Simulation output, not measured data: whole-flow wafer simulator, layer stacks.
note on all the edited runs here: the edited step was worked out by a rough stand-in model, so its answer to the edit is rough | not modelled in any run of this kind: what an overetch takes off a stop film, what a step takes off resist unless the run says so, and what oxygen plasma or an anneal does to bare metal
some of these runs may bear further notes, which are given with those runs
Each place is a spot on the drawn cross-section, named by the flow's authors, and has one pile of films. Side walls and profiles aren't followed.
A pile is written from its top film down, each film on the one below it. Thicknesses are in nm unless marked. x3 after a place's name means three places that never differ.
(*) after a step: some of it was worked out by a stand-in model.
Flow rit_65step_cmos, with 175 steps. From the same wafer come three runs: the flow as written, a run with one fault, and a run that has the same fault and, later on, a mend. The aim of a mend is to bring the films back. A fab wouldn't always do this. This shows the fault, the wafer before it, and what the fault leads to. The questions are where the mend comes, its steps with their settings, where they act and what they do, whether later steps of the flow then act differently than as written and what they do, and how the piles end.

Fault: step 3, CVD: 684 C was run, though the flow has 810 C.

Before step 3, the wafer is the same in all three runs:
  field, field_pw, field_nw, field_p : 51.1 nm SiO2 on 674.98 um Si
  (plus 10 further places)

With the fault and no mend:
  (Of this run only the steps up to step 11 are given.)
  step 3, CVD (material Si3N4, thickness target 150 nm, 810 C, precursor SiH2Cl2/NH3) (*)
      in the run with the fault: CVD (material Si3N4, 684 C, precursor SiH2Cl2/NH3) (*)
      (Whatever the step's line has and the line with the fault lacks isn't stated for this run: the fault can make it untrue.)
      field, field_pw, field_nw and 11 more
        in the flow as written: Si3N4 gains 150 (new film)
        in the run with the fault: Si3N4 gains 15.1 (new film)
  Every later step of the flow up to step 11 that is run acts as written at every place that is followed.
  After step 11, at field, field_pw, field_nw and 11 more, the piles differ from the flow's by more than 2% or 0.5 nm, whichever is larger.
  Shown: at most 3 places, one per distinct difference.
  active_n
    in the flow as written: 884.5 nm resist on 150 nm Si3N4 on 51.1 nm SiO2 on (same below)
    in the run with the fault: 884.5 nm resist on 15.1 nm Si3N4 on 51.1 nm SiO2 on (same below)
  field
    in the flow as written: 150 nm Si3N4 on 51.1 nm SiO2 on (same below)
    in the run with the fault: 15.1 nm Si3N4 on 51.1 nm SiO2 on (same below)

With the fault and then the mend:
  The mend stands after step 11.
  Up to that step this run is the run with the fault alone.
  step 11a, STRIP (resist, chemistry O2, 180 s) (*)
      active_n, active_p, gate_n and 7 more
        resist loses 884.5 (all of it)
  step 11b, CLEAN (chemistry SC2, 75 C, 600 s)
      leaves every film unchanged at each place that is followed
  step 11c, CVD (material Si3N4, thickness target 135 nm, 810 C, precursor SiH2Cl2/NH3) (*) (the flow's step 3, run once more with other settings)
      field, field_pw, field_nw and 11 more
        Si3N4 gains 135
  step 11d, HMDS (140 C, 60 s) (the flow's step 5, run once more)
      leaves every film unchanged at each place that is followed
  step 11e, COAT (resist, thickness 1000 nm) (the flow's step 6, run once more)
      field, field_pw, field_nw and 11 more
        resist gains 1000 (new film)
  step 11f, SOFTBAKE (resist, 90 C, 60 s) (the flow's step 7, run once more)
      leaves every film unchanged at each place that is followed
  step 11g, EXPOSE (photomask M1, dose 225 mJ/cm2, NA 0.6, wavelength 365 nm) (the flow's step 8, run once more)
      leaves every film unchanged at each place that is followed
  step 11h, PEB (resist, 110 C, 60 s) (the flow's step 9, run once more)
      field, field_pw, field_nw and 11 more
        resist loses 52
  step 11i, DEVELOP (resist, thickness 1000 nm, 50 s) (the flow's step 10, run once more)
      field, field_pw, field_nw, field_p
        resist loses 948 (all of it)
  step 11j, HARDBAKE (resist, 140 C, 60 s) (the flow's step 11, run once more)
      active_n, active_p, gate_n and 7 more
        resist loses 63.5
  Every later step of the flow that is run acts as written, at every place that is followed, to within 2% or 0.5 nm, whichever is larger.
  At every place that both follow, the piles at the end match the flow's.
